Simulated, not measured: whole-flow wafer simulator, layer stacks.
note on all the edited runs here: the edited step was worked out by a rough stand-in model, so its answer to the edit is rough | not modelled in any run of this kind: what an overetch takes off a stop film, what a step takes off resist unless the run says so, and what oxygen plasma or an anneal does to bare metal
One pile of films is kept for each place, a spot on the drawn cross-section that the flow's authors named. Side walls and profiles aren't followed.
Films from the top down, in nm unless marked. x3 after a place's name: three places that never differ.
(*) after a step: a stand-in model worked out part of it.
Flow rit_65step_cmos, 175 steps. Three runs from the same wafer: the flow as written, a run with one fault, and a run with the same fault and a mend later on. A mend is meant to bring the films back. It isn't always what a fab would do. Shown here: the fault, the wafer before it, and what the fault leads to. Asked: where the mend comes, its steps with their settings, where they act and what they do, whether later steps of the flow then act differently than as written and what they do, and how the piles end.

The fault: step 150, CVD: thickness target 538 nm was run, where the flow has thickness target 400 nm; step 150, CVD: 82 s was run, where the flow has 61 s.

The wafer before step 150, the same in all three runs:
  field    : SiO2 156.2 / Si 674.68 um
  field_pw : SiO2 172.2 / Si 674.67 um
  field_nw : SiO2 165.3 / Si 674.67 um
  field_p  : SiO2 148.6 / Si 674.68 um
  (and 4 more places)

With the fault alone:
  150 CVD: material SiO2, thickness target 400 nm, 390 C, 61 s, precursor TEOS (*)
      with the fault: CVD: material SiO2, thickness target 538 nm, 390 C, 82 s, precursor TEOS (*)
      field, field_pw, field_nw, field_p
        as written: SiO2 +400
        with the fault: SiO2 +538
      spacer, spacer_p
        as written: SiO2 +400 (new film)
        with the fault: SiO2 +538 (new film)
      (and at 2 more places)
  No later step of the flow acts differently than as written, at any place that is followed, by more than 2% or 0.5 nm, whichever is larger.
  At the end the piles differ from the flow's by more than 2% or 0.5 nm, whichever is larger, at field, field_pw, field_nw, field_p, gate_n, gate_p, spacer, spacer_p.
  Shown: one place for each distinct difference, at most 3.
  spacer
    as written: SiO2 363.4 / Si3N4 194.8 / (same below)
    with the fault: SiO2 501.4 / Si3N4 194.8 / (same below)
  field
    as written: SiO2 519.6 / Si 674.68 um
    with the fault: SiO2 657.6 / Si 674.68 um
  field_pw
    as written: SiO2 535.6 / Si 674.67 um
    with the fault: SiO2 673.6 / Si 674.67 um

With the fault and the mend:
  The mend comes after step 151.
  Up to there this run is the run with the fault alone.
  151a ETCH: chemistry boe, depth target 139.8 nm
      field, field_pw, field_nw, field_p, gate_n, gate_p, spacer, spacer_p
        SiO2 -139.8
  No later step of the flow acts differently than as written, at any place that is followed, by more than 2% or 0.5 nm, whichever is larger.
  At the end the piles differ from the flow's only slightly at the places that both follow, by at most 2% or 0.5 nm, whichever is larger.
